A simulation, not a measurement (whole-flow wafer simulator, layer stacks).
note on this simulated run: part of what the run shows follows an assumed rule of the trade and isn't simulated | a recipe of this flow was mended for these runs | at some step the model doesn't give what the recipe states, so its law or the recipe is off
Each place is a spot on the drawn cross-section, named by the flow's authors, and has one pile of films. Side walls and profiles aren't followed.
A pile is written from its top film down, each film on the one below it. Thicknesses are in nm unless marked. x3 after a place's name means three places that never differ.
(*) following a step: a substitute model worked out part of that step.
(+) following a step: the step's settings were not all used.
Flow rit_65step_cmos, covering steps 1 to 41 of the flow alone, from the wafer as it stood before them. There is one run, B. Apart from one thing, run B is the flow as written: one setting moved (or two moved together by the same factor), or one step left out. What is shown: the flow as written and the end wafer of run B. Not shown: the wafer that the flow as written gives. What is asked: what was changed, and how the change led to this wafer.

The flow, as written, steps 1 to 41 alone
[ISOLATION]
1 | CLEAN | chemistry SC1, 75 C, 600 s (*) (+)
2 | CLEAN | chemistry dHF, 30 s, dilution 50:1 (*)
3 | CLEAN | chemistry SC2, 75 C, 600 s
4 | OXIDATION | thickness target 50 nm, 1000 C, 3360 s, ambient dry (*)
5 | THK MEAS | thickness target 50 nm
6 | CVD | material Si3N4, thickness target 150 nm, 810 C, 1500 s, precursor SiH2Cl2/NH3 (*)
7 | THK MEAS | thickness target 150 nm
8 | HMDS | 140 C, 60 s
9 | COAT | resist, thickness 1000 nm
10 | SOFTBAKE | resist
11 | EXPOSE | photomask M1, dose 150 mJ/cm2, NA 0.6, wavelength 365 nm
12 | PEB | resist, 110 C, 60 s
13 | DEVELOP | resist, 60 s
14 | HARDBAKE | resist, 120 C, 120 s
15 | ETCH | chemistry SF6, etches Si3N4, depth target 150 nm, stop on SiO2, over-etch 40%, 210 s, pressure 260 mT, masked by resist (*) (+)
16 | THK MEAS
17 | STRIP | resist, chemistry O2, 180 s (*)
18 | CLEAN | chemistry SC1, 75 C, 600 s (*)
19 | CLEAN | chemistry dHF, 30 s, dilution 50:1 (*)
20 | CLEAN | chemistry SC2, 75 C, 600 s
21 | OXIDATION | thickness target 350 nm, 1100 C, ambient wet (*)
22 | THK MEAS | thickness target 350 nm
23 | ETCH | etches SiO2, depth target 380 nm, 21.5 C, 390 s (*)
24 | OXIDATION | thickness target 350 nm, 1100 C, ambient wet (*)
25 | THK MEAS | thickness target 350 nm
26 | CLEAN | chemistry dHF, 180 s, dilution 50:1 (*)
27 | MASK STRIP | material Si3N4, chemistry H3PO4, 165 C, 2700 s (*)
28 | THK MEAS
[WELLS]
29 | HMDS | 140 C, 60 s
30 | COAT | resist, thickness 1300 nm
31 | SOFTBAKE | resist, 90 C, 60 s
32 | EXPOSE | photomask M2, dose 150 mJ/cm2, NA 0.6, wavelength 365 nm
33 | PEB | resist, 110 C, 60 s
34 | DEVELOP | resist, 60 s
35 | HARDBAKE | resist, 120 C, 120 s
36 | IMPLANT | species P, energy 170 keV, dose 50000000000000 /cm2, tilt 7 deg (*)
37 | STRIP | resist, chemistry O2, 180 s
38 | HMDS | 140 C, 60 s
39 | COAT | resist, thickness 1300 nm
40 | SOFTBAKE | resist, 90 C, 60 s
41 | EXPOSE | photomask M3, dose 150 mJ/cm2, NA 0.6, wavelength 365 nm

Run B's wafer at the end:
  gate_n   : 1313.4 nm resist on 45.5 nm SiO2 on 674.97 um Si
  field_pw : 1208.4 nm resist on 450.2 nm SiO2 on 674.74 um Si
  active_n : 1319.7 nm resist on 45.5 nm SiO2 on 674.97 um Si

What caused this: step 23, ETCH: depth target 76 nm was run, whereas the flow has depth target 380 nm; step 23, ETCH: 78 s was run, where the flow has 390 s.

How this came from the change, step by step:
  23 | ETCH | etches SiO2, depth target 380 nm, 21.5 C, 390 s (*)
      field, field_p: SiO2 loses 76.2 (in the flow as written it would be: SiO2 loses 351.3 (all of it), Si loses 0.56)
      field_pw, field_nw: SiO2 loses 76.2 (in the flow as written it would be: SiO2 loses 355.4 (all of it), Si loses 0.49)
      (as well as at 10 more places)
  24 | OXIDATION | thickness target 350 nm, 1100 C, ambient wet (*)
      field, field_p: SiO2 gains 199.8, Si loses 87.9 (in the flow as written it would be: SiO2 gains 350 (new film), Si loses 154)
      field_pw, field_nw: SiO2 gains 198.4, Si loses 87.3 (in the flow as written it would be: SiO2 gains 350 (new film), Si loses 154)
  27 | MASK STRIP | material Si3N4, chemistry H3PO4, 165 C, 2700 s (*)
      active_n, active_p, gate_n and 7 more: Si3N4 loses 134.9 (all of it), SiO2 loses 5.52 (in the flow as written it would be: Si3N4 loses 131.8 (all of it), SiO2 loses 5.64)
  30 | COAT | resist, thickness 1300 nm
      field_pw, field_nw: resist gains 1208.4 (new film) (in the flow as written it would be: resist gains 1313 (new film))
      field: resist gains 1176.9 (new film) (in the flow as written it would be: resist gains 1315.7 (new film))
      (as well as at 1 more place)
  33 | PEB | resist, 110 C, 60 s
      field, field_p: resist loses 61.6 (in the flow as written it would be: resist loses 69.2)
      field_pw, field_nw: resist loses 63.3 (in the flow as written it would be: resist loses 69.1)
  34 | DEVELOP | resist, 60 s
      field_nw: resist loses 1145.1 (all of it) (in the flow as written it would be: resist loses 1243.9 (all of it))
      field_p: resist loses 1115.7 (all of it) (in the flow as written it would be: resist loses 1246.5 (all of it))
  35 | HARDBAKE | resist, 120 C, 120 s
      field: resist loses 39 (in the flow as written it would be: resist loses 44.1)
      field_pw: resist loses 40.2 (in the flow as written it would be: resist loses 44)
  37 | STRIP | resist, chemistry O2, 180 s
      field: resist loses 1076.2 (all of it) (in the flow as written it would be: resist loses 1202.4 (all of it))
      field_pw: resist loses 1104.9 (all of it) (in the flow as written it would be: resist loses 1199.9 (all of it))
  39 | COAT | resist, thickness 1300 nm
      field_pw, field_nw: resist gains 1208.4 (new film) (in the flow as written it would be: resist gains 1313 (new film))
      field: resist gains 1176.9 (new film) (in the flow as written it would be: resist gains 1315.7 (new film))
      (as well as at 1 more place)
